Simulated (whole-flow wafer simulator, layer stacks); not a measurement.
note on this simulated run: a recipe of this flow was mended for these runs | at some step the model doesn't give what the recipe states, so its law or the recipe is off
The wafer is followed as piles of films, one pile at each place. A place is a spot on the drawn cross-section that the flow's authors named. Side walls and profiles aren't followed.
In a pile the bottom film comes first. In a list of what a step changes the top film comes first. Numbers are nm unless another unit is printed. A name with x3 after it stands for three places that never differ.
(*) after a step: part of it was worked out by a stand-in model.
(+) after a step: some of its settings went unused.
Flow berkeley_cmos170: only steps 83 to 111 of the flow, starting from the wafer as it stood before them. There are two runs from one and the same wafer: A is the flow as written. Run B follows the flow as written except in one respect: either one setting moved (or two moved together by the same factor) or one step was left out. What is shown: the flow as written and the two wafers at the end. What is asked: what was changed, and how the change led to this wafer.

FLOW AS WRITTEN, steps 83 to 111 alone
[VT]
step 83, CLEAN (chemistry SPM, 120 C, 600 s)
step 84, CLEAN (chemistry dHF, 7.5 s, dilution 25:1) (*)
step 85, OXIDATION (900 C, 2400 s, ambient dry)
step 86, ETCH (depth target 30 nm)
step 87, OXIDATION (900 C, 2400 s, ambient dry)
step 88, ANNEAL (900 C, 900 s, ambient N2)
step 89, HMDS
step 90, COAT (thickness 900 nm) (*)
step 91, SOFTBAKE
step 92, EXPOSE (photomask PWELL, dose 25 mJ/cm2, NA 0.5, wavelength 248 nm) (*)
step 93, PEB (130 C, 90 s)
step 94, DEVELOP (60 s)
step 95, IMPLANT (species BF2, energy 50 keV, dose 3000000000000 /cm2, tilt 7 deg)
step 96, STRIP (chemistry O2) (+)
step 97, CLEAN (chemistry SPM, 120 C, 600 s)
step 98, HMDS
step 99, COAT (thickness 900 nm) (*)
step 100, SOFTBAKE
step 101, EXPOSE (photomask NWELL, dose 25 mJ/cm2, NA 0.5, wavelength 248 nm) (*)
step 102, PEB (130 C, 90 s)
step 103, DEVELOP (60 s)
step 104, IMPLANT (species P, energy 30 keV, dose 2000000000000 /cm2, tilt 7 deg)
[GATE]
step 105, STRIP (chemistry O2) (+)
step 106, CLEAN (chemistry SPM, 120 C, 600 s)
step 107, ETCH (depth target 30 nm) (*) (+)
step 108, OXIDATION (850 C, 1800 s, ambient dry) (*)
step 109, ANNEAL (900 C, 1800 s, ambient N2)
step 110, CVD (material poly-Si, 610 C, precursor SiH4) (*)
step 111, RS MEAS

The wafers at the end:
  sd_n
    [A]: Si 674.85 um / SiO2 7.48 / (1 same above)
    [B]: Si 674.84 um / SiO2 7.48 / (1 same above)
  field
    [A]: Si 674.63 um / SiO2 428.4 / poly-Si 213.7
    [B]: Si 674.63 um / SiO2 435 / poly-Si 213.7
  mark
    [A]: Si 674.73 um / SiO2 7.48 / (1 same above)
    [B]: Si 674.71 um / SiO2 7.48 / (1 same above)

The reason: step 85, OXIDATION: 1035 C was run, though the flow has 900 C.

How this came from the change, step by step:
  step 85, OXIDATION (900 C, 2400 s, ambient dry)
      mark, sd_n, spacer_n and 9 more: A +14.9 SiO2 (new film), -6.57 Si | B +52.4 SiO2 (new film), -23 Si
      field: A +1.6 SiO2, -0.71 Si | B +8.26 SiO2, -3.63 Si
  step 86, ETCH (depth target 30 nm)
      mark, sd_n, spacer_n and 9 more: A -14.9 SiO2 (all of it) | B -30 SiO2
  step 87, OXIDATION (900 C, 2400 s, ambient dry)
      mark, sd_n, spacer_n and 9 more: A +14.9 SiO2 (new film), -6.57 Si | B +7.07 SiO2, -3.11 Si
  step 107, ETCH (depth target 30 nm) (*) (+)
      mark, sd_n, spacer_n and 9 more: A -14.9 SiO2 (all of it) | B -29.4 SiO2 (all of it)
